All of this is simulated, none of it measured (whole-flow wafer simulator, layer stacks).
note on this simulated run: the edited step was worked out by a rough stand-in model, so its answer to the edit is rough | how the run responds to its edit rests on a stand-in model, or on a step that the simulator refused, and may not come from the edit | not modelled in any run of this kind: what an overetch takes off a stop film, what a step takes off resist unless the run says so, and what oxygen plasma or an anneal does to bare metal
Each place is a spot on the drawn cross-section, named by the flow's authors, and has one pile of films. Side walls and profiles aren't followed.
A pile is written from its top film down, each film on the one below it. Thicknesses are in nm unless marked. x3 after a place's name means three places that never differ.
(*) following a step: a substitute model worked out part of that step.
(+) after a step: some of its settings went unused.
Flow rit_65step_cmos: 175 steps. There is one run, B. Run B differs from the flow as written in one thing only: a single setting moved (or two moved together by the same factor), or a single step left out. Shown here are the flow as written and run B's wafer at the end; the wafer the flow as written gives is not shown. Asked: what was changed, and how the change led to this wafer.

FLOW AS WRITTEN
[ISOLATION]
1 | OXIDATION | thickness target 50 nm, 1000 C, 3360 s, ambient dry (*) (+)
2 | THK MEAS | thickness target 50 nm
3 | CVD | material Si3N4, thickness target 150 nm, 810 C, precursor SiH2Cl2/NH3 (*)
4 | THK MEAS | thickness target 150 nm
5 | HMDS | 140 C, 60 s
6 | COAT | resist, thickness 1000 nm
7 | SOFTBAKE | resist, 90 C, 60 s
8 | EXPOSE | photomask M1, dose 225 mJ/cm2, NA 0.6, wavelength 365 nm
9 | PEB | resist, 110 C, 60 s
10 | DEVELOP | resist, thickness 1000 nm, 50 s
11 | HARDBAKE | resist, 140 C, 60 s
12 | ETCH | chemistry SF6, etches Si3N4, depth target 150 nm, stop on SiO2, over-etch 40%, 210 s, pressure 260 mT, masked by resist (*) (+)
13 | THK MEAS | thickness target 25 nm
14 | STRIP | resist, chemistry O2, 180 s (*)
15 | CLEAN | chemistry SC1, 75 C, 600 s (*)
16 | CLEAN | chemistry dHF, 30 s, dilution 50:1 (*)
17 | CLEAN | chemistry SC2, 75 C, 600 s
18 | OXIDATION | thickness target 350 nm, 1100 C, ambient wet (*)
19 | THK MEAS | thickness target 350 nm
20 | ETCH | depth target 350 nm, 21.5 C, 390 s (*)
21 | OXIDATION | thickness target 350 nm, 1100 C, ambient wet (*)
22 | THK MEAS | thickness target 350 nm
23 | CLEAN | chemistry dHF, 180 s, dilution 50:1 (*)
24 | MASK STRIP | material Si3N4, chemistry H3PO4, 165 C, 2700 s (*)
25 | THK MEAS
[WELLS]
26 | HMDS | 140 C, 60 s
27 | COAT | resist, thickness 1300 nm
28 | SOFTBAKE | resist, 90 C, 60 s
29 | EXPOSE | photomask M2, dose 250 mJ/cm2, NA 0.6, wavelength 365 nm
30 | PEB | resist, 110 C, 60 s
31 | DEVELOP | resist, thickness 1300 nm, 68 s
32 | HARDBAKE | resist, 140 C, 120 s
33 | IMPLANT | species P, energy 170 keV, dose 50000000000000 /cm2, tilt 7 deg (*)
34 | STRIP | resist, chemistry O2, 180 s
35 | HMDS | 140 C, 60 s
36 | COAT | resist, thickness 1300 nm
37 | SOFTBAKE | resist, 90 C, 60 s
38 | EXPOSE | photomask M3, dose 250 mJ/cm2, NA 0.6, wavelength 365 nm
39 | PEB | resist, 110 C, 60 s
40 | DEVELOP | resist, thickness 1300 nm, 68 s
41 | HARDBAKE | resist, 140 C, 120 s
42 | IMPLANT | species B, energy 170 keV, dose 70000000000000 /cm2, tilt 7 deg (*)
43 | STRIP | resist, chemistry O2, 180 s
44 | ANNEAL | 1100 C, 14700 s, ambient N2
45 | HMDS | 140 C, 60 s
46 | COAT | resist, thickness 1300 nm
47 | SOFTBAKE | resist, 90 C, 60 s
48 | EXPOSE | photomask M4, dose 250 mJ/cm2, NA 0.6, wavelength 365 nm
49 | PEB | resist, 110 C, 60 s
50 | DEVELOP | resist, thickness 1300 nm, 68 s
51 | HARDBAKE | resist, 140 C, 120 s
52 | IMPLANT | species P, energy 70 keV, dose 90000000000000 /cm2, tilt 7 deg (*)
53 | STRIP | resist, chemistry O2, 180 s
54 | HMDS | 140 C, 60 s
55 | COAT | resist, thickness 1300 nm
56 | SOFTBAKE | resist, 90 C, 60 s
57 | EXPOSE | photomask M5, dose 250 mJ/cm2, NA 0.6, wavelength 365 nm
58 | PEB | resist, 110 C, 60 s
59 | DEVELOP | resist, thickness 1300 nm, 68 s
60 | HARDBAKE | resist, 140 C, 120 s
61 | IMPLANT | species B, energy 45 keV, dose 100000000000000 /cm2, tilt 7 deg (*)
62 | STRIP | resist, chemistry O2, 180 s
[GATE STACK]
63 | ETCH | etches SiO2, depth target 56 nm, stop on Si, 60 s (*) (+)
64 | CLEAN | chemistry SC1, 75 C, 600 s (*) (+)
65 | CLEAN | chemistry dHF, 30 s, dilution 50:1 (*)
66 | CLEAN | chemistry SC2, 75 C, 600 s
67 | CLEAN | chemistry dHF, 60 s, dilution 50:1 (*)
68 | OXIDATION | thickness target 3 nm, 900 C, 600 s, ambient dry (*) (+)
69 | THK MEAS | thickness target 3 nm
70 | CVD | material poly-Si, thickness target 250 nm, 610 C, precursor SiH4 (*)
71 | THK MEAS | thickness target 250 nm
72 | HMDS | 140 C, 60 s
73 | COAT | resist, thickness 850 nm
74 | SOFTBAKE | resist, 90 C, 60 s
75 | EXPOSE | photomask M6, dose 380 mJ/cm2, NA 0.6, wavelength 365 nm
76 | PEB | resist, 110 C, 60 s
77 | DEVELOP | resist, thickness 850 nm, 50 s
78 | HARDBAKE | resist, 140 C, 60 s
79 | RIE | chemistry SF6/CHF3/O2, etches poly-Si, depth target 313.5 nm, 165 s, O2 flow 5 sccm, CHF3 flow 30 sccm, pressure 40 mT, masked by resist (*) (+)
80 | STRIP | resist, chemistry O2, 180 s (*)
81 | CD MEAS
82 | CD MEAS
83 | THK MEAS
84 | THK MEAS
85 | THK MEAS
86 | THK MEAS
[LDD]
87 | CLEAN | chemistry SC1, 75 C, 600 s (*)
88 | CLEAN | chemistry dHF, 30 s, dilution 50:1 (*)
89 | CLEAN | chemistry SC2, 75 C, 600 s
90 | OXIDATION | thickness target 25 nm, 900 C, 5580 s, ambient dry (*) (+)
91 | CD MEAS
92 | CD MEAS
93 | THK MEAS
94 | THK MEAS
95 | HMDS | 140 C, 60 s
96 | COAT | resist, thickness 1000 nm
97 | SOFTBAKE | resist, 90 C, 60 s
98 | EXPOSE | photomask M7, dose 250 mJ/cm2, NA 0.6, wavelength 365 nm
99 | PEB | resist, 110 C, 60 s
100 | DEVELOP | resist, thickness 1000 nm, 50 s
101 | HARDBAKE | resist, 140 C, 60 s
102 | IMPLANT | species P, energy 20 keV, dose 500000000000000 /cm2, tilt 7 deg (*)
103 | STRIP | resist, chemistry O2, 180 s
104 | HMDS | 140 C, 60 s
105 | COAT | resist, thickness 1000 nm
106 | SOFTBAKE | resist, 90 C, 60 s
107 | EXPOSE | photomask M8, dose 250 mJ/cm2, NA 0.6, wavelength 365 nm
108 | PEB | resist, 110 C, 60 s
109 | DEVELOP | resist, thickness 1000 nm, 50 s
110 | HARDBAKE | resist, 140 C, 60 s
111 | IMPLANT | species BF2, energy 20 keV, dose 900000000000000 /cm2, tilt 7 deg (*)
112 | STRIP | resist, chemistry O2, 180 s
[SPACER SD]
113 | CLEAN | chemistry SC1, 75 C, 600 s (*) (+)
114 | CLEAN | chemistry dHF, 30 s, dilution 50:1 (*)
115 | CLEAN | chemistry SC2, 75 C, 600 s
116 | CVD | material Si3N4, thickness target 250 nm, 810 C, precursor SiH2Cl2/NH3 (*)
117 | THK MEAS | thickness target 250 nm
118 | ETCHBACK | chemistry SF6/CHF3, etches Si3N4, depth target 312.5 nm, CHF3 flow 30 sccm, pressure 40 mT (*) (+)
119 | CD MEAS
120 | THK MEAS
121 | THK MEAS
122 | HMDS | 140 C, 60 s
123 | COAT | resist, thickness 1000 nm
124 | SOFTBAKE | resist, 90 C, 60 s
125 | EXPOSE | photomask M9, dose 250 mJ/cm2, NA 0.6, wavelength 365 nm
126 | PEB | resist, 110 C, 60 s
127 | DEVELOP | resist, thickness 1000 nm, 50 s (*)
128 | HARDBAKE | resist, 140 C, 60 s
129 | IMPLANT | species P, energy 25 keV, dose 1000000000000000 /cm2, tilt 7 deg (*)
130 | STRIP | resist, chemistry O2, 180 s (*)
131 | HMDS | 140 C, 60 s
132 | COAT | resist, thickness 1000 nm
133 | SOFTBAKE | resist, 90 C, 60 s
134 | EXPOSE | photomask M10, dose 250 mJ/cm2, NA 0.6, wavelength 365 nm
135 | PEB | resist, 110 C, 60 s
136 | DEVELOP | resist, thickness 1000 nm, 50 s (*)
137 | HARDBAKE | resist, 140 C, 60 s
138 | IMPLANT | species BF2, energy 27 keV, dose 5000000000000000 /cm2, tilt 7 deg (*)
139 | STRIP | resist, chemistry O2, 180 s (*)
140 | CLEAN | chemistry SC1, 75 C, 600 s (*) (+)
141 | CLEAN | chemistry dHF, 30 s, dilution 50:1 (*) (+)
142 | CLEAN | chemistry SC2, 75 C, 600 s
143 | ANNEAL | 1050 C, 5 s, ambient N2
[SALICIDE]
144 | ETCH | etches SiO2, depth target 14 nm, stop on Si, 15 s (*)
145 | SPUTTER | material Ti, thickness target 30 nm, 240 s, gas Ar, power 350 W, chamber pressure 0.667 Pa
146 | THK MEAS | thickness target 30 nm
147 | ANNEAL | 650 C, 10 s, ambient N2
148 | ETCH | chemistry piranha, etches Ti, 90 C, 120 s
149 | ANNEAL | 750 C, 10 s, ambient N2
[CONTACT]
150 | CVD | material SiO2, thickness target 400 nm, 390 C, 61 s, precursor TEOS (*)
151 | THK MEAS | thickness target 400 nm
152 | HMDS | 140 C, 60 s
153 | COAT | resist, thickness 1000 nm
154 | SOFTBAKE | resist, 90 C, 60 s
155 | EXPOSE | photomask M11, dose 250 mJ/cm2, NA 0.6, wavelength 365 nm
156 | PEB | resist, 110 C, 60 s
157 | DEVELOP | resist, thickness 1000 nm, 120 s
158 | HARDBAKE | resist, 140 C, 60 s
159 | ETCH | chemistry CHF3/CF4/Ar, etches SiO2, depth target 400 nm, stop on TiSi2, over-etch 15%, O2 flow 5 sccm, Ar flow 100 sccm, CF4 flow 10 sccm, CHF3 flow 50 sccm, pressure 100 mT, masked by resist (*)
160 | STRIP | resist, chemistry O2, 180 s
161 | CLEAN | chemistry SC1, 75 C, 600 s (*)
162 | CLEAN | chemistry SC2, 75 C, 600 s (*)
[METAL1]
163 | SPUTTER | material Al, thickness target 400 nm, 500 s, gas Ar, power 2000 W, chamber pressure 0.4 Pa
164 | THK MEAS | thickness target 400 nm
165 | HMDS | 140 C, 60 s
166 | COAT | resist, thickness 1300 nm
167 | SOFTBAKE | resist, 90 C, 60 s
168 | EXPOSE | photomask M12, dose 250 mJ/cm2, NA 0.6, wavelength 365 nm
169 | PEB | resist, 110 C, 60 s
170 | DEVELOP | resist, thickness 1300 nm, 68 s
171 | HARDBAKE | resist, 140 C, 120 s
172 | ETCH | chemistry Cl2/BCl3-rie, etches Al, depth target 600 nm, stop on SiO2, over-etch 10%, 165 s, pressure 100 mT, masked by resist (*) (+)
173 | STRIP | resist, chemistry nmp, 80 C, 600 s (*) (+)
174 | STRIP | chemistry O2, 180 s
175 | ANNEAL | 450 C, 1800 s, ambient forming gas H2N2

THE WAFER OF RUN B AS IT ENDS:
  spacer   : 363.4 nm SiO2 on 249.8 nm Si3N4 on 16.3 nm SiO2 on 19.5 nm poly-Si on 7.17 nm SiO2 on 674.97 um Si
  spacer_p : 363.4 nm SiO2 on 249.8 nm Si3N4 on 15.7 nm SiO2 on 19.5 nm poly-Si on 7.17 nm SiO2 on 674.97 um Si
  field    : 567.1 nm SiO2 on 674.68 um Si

The reason: step 70, CVD: thickness target 350 nm was run, though the flow has thickness target 250 nm.

The path from the change to this, step by step:
  70 | CVD | material poly-Si, thickness target 250 nm, 610 C, precursor SiH4 (*)
      field, field_pw, field_nw and 11 more: poly-Si gains 350 (new film) (it would be, as written: poly-Si gains 250 (new film))
  79 | RIE | chemistry SF6/CHF3/O2, etches poly-Si, depth target 313.5 nm, 165 s, O2 flow 5 sccm, CHF3 flow 30 sccm, pressure 40 mT, masked by resist (*) (+)
      active_n, active_p, spacer, spacer_p, sd_n, sd_p, contact, m1: poly-Si loses 313.5 (it would be, as written: poly-Si loses 250 (all of it), SiO2 loses 7.17 (all of it))
      field, field_pw, field_nw, field_p: poly-Si loses 313.5 (it would be, as written: poly-Si loses 250 (all of it), SiO2 loses 10.9)
  80 | STRIP | resist, chemistry O2, 180 s (*)
      active_n, active_p, spacer, spacer_p, sd_n, sd_p, contact, m1: chemical SiO2 gains 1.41 (new film), poly-Si loses 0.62 (it would be, as written: chemical SiO2 gains 1.41 (new film), Si loses 0.62)
      field, field_pw, field_nw, field_p: chemical SiO2 gains 1.41 (new film), poly-Si loses 0.62 (it would be, as written: nothing)
  87 | CLEAN | chemistry SC1, 75 C, 600 s (*)
      active_n, active_p, spacer, spacer_p, sd_n, sd_p, contact, m1: chemical SiO2 loses 0.81, poly-Si loses 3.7 (it would be, as written: chemical SiO2 loses 0.81, Si loses 3.7)
      field, field_pw, field_nw, field_p: chemical SiO2 loses 0.81, poly-Si loses 3.7 (it would be, as written: SiO2 loses 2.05)
  88 | CLEAN | chemistry dHF, 30 s, dilution 50:1 (*)
      field, field_pw, field_nw, field_p: chemical SiO2 loses 0.6 (all of it) (it would be, as written: SiO2 loses 2.78)
  90 | OXIDATION | thickness target 25 nm, 900 C, 5580 s, ambient dry (*) (+)
      active_n, active_p, spacer, spacer_p, sd_n, sd_p, contact, m1: SiO2 gains 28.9 (new film), chemical SiO2 loses 0.4 (all of it), poly-Si loses 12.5 (it would be, as written: SiO2 gains 26.5 (new film), chemical SiO2 loses 0.4 (all of it), Si loses 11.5)
      field, field_pw: SiO2 gains 28.9 (new film), chemical SiO2 loses 0.4 (all of it), poly-Si loses 12.5 (it would be, as written: SiO2 gains 6.57, Si loses 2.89)
      (as well as at 2 more places)
  96 | COAT | resist, thickness 1000 nm
      gate_n, gate_p: resist gains 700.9 (new film) (it would be, as written: resist gains 750.6 (new film))
  99 | PEB | resist, 110 C, 60 s
      gate_n, gate_p: resist loses 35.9 (it would be, as written: resist loses 38.6)
  100 | DEVELOP | resist, thickness 1000 nm, 50 s
      gate_n: resist loses 665 (all of it) (it would be, as written: resist loses 712.1 (all of it))
  101 | HARDBAKE | resist, 140 C, 60 s
      gate_p: resist loses 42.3 (it would be, as written: resist loses 45.8)
  103 | STRIP | resist, chemistry O2, 180 s
      gate_p: resist loses 622.7 (all of it) (it would be, as written: resist loses 666.3 (all of it))
  105 | COAT | resist, thickness 1000 nm
      gate_n, gate_p: resist gains 700.9 (new film) (it would be, as written: resist gains 750.6 (new film))
  108 | PEB | resist, 110 C, 60 s
      gate_n, gate_p: resist loses 35.9 (it would be, as written: resist loses 38.6)
  109 | DEVELOP | resist, thickness 1000 nm, 50 s
      gate_p: resist loses 665 (all of it) (it would be, as written: resist loses 712.1 (all of it))
  110 | HARDBAKE | resist, 140 C, 60 s
      gate_n: resist loses 42.3 (it would be, as written: resist loses 45.8)
  112 | STRIP | resist, chemistry O2, 180 s
      gate_n: resist loses 622.7 (all of it) (it would be, as written: resist loses 666.3 (all of it))
  ... 17 other steps ...
  170 | DEVELOP | resist, thickness 1300 nm, 68 s
      gate_n: resist loses 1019 (all of it) (it would be, as written: resist loses 1072.6 (all of it))
      gate_p: resist loses 1022.6 (all of it) (it would be, as written: resist loses 1076.3 (all of it))
      (as well as at 2 more places)
